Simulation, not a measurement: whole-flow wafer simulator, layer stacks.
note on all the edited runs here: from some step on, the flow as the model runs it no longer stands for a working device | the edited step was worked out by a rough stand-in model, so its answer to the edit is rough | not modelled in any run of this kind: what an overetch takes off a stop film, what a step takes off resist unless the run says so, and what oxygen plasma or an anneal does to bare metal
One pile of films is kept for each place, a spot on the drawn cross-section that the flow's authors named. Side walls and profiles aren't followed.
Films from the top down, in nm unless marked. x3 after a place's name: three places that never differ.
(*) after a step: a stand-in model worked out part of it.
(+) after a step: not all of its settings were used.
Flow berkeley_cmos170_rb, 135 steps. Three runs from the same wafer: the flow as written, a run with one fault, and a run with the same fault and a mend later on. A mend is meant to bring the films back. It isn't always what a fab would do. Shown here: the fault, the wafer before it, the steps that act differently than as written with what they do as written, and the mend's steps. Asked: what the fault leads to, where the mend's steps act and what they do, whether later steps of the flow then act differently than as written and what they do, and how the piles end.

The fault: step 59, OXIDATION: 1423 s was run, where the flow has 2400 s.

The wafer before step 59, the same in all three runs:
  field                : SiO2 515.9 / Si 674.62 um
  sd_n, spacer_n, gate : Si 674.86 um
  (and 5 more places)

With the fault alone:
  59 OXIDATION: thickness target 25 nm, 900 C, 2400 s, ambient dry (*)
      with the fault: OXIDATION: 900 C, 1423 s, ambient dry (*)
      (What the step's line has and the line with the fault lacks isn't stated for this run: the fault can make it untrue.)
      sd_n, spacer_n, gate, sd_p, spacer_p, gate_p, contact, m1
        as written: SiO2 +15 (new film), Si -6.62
        with the fault: SiO2 +10.8 (new film), Si -4.76
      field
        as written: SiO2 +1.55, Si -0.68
        with the fault: SiO2 +0.92, Si -0.4
  Later steps of the flow that act differently than as written (30 more steps differ only slightly, by at most 2% or 0.5 nm, whichever is larger, and aren't shown):
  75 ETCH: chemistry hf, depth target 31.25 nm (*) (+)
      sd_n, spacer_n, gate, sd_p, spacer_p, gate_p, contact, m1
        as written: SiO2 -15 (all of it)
        with the fault: SiO2 -10.8 (all of it)
  At the end the piles differ from the flow's only slightly at the places that both follow, by at most 2% or 0.5 nm, whichever is larger.

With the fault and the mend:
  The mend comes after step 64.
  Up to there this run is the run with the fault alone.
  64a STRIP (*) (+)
      sd_p
        KrF resist -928 (all of it)
      spacer_p
        KrF resist -911.2 (all of it)
      gate_p
        KrF resist -910.3 (all of it)
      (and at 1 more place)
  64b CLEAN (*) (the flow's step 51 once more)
      changes no film at any place that is followed
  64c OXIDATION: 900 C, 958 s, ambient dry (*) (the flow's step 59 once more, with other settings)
      sd_n, spacer_n, gate, sd_p, spacer_p, gate_p, contact, m1
        SiO2 +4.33, Si -1.9
      field
        SiO2 +0.62, Si -0.27
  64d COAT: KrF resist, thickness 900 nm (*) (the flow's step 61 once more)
      field
        KrF resist +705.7 (new film)
      sd_n
        KrF resist +957.4 (new film)
      spacer_n
        KrF resist +924.9 (new film)
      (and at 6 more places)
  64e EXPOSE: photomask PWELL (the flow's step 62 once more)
      changes no film at any place that is followed
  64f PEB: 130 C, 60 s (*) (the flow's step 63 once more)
      changes no film at any place that is followed
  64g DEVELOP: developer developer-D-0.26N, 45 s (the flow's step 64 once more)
      sd_p, spacer_p, gate_p, m1
        KrF resist -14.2
      field
        KrF resist -705.7 (all of it)
      sd_n
        KrF resist -957.4 (all of it)
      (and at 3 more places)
  No later step of the flow acts differently than as written, at any place that is followed, by more than 2% or 0.5 nm, whichever is larger.
  At the end the piles differ from the flow's only slightly at the places that both follow, by at most 2% or 0.5 nm, whichever is larger.
